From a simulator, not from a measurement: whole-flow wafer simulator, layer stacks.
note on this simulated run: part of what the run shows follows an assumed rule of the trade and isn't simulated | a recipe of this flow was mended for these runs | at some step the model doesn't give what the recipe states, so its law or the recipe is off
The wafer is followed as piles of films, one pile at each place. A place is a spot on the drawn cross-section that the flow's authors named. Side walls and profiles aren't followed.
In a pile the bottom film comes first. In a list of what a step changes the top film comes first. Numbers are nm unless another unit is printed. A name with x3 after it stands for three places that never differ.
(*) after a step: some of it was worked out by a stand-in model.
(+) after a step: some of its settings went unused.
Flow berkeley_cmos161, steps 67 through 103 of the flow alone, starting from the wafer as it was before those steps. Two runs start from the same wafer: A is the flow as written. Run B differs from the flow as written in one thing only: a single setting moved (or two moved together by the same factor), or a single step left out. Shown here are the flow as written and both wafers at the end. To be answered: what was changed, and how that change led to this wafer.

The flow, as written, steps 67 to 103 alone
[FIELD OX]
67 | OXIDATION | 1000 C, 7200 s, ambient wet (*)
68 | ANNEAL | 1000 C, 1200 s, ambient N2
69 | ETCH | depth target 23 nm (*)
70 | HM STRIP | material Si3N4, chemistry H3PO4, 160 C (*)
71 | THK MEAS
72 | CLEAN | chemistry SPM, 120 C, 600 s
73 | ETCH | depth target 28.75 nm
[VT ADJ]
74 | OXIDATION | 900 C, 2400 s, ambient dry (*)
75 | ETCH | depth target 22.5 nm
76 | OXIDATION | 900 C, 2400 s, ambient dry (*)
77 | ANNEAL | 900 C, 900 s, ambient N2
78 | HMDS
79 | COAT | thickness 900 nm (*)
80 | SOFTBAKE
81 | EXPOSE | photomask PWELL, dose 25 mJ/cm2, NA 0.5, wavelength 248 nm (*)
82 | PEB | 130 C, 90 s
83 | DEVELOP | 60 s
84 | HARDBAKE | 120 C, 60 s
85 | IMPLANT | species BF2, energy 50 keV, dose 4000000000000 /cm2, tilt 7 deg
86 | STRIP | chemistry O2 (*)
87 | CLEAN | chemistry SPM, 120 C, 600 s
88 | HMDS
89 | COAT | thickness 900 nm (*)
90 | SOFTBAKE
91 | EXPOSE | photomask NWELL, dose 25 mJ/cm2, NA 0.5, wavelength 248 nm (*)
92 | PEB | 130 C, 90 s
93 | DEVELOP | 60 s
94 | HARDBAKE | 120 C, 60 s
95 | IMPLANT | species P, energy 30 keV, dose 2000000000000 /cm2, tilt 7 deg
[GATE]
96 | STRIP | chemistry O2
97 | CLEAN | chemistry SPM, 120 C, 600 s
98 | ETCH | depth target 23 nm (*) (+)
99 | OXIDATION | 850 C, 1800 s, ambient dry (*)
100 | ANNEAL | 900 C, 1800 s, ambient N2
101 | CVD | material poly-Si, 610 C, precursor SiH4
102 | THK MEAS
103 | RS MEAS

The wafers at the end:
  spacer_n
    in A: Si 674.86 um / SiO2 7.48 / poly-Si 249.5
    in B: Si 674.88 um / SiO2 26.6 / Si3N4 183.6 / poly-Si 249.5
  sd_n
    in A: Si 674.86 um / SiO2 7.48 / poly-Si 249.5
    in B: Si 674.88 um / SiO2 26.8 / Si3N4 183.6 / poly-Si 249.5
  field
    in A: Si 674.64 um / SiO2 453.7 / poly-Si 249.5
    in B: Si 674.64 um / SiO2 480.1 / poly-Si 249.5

What caused this: step 69, ETCH: depth target 11 nm was run, though the flow has depth target 23 nm.

How this came from the change, step by step:
  69 | ETCH | depth target 23 nm (*)
      sd_n, spacer_n, gate_n, sd_p, spacer_p, gate_p, contact, m1: A SiO2 loses 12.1 (all of it), Si3N4 loses 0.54 | B SiO2 loses 11
      field: A SiO2 loses 23 | B SiO2 loses 11
  70 | HM STRIP | material Si3N4, chemistry H3PO4, 160 C (*)
      sd_n, spacer_n, gate_n, sd_p, spacer_p, gate_p, contact, m1: A Si3N4 loses 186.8 (all of it), SiO2 loses 8.69 | B nothing
      field: A SiO2 loses 14.5 | B nothing
  73 | ETCH | depth target 28.75 nm
      spacer_n, gate_n, spacer_p, gate_p, contact, m1: A SiO2 loses 17.9 (all of it) | B SiO2 loses 1.14 (all of it), Si3N4 loses 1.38
      sd_n, sd_p: A SiO2 loses 18.1 (all of it) | B SiO2 loses 1.14 (all of it), Si3N4 loses 1.38
  74 | OXIDATION | 900 C, 2400 s, ambient dry (*)
      sd_n, spacer_n, gate_n, sd_p, spacer_p, gate_p, contact, m1: A SiO2 gains 14.9 (new film), Si loses 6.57 | B nothing
  75 | ETCH | depth target 22.5 nm
      sd_n, spacer_n, gate_n, sd_p, spacer_p, gate_p, contact, m1: A SiO2 loses 14.9 (all of it) | B Si3N4 loses 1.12
  76 | OXIDATION | 900 C, 2400 s, ambient dry (*)
      sd_n, spacer_n, gate_n, sd_p, spacer_p, gate_p, contact, m1: A SiO2 gains 14.9 (new film), Si loses 6.57 | B nothing
  79 | COAT | thickness 900 nm (*)
      field: A KrF-resist gains 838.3 (new film) | B KrF-resist gains 886.4 (new film)
      sd_n: A KrF-resist gains 1020.9 (new film) | B KrF-resist gains 925.7 (new film)
      (as well as at 7 more places)
  83 | DEVELOP | 60 s
      field: A KrF-resist loses 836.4 (all of it) | B KrF-resist loses 884.3 (all of it)
      sd_n: A KrF-resist loses 1018.4 (all of it) | B KrF-resist loses 923.5 (all of it)
      (as well as at 4 more places)
  84 | HARDBAKE | 120 C, 60 s
      sd_p: A KrF-resist loses 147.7 | B KrF-resist loses 136.1
      spacer_p: A KrF-resist loses 144.7 | B KrF-resist loses 135.6
      (as well as at 1 more place)
  86 | STRIP | chemistry O2 (*)
      sd_p: A KrF-resist loses 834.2 (all of it) | B KrF-resist loses 768.2 (all of it)
      spacer_p: A KrF-resist loses 816.9 (all of it) | B KrF-resist loses 765.1 (all of it)
      (as well as at 1 more place)
  89 | COAT | thickness 900 nm (*)
      field: A KrF-resist gains 838.3 (new film) | B KrF-resist gains 886.4 (new film)
      sd_n: A KrF-resist gains 1020.9 (new film) | B KrF-resist gains 925.7 (new film)
      (as well as at 7 more places)
  93 | DEVELOP | 60 s
      sd_p: A KrF-resist loses 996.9 (all of it) | B KrF-resist loses 919.3 (all of it)
      spacer_p: A KrF-resist loses 976.5 (all of it) | B KrF-resist loses 915.6 (all of it)
      (as well as at 1 more place)
  94 | HARDBAKE | 120 C, 60 s
      spacer_n, gate_n: A KrF-resist loses 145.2 | B KrF-resist loses 135.7
      field: A KrF-resist loses 123.7 | B KrF-resist loses 130.9
      (as well as at 3 more places)
  96 | STRIP | chemistry O2
      field: A KrF-resist loses 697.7 (all of it) | B KrF-resist loses 738.5 (all of it)
      sd_n: A KrF-resist loses 852.5 (all of it) | B KrF-resist loses 771.8 (all of it)
      (as well as at 4 more places)
  98 | ETCH | depth target 23 nm (*) (+)
      sd_n, spacer_n, gate_n, sd_p, spacer_p, gate_p, contact, m1: A SiO2 loses 14.9 (all of it) | B Si3N4 loses 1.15
  99 | OXIDATION | 850 C, 1800 s, ambient dry (*)
      sd_n, spacer_n, gate_n, sd_p, spacer_p, gate_p, contact, m1: A SiO2 gains 7.48 (new film), Si loses 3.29 | B nothing
